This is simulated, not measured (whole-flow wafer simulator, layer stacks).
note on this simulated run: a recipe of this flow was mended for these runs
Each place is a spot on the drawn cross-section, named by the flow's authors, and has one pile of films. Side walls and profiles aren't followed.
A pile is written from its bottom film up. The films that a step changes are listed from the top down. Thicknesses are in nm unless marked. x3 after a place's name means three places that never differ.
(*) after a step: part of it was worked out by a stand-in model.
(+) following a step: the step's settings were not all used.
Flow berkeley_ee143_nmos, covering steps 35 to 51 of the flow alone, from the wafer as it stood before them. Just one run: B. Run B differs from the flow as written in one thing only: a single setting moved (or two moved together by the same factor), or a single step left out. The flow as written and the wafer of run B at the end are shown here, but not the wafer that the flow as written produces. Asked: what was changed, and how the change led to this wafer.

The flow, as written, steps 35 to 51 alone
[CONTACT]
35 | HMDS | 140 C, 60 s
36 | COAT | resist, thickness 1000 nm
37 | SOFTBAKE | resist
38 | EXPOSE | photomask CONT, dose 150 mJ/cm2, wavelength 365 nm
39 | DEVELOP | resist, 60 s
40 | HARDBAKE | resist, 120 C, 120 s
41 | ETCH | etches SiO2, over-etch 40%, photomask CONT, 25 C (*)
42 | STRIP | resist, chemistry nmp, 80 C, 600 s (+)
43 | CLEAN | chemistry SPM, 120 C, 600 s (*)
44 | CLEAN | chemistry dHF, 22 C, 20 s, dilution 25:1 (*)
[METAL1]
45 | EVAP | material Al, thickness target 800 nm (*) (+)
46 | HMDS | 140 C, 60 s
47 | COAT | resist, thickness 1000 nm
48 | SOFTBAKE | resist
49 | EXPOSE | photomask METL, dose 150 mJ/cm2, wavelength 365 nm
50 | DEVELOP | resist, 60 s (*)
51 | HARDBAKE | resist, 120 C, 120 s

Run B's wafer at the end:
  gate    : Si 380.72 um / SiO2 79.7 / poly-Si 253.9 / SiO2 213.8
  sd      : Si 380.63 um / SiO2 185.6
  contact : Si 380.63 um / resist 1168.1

What caused this: step 45, EVAP: material Al, thickness target 800 nm (*) (+), was skipped.

Step by step, how the change led to this:
  47 | COAT | resist, thickness 1000 nm
      gate: +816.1 resist (new film) (it would be, as written: +834.7 resist (new film))
      field: +833.8 resist (new film) (it would be, as written: +854.5 resist (new film))
  50 | DEVELOP | resist, 60 s (*)
      gate: -816.1 resist (all of it) (it would be, as written: -834.7 resist (all of it), -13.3 Al)
      sd: -1143.8 resist (all of it) (it would be, as written: -1161.3 resist (all of it), -13.3 Al)
      (also at 1 further place)
Taking metal films that touch as one body, gate has 0 bodies; the flow as written gives 1 body.
Taking metal films that touch as one body, sd has 0 bodies; the flow as written gives 1 body.
Taking metal films that touch as one body, contact has 0 bodies; the flow as written gives 1 body.
